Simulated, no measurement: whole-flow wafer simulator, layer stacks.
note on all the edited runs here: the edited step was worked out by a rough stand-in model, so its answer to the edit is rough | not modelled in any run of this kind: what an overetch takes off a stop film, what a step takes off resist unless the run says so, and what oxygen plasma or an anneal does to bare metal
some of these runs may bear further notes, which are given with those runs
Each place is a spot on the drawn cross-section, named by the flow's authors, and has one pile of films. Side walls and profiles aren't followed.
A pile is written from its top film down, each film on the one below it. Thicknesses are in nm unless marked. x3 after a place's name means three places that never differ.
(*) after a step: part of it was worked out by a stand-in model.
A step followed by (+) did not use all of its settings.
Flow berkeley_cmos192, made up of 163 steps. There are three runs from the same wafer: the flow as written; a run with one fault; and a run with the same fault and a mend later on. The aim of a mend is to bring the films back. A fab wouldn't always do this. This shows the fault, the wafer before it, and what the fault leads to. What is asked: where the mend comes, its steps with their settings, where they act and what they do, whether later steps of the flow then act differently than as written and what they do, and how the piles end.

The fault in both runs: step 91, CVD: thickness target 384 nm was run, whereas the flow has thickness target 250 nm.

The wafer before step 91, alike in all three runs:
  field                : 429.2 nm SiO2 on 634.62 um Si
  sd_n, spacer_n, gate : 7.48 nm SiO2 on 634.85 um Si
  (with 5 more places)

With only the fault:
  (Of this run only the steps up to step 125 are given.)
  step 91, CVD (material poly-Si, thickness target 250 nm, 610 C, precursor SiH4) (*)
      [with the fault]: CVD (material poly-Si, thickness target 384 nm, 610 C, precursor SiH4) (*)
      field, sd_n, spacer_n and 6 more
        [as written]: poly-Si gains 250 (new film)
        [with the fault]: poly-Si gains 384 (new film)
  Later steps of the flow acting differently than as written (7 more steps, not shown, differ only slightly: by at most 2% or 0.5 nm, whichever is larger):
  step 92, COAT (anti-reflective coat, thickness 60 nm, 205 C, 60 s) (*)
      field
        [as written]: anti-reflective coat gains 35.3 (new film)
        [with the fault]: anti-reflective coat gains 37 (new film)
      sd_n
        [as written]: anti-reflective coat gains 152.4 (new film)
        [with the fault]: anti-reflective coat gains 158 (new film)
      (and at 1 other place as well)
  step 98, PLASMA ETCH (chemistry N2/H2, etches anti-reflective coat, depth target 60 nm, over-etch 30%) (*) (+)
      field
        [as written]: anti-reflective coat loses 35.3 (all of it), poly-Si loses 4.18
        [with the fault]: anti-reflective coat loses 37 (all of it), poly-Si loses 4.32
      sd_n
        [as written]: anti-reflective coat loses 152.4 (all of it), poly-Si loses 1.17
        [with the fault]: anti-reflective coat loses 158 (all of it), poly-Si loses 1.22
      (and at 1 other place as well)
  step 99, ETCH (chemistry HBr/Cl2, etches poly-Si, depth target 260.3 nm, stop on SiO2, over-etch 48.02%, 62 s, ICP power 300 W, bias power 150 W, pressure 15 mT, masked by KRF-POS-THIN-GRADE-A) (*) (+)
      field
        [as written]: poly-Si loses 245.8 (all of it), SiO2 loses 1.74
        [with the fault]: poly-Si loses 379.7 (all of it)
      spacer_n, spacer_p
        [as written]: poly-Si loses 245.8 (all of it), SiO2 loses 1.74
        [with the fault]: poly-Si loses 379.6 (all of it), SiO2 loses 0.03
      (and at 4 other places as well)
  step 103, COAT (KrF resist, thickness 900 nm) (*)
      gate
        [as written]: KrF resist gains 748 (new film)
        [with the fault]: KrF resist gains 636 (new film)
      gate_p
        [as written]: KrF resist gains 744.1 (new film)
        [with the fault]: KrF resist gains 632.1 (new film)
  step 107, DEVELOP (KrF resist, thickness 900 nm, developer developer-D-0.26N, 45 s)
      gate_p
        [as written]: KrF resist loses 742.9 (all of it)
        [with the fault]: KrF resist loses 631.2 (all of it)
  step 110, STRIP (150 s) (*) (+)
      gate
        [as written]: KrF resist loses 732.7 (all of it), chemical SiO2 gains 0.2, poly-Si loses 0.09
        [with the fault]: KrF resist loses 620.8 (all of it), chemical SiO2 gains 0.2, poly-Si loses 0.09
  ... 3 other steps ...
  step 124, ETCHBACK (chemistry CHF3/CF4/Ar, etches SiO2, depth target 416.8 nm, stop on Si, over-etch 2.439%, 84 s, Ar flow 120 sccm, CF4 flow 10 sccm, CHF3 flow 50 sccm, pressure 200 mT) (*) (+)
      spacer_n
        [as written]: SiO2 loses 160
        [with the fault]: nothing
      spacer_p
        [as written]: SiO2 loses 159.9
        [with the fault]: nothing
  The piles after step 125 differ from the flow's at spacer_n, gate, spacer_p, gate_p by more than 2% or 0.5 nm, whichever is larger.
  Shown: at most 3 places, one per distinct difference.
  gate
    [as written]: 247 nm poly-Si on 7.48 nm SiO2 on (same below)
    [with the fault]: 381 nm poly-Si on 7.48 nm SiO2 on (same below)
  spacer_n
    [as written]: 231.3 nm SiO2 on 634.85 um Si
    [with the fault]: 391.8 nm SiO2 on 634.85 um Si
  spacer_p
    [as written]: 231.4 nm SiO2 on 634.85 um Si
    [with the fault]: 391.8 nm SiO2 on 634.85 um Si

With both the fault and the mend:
  The mend follows step 91.
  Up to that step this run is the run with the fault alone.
  step 91a, ETCH (chemistry tmah, depth target 441.6 nm)
      field, sd_n, spacer_n and 6 more
        poly-Si loses 384 (all of it)
  step 91b, CLEAN (chemistry SPM) (the flow's step 87, run once more)
      alters no film at any place that is followed
  step 91c, CVD (material poly-Si, thickness target 250 nm, 610 C, precursor SiH4) (*) (the flow's step 91, run once more)
      field, sd_n, spacer_n and 6 more
        poly-Si gains 250 (new film)
  None of the later steps of the flow acts differently than as written at any place that is followed.
  The piles end the same as the flow's at every place that both follow.
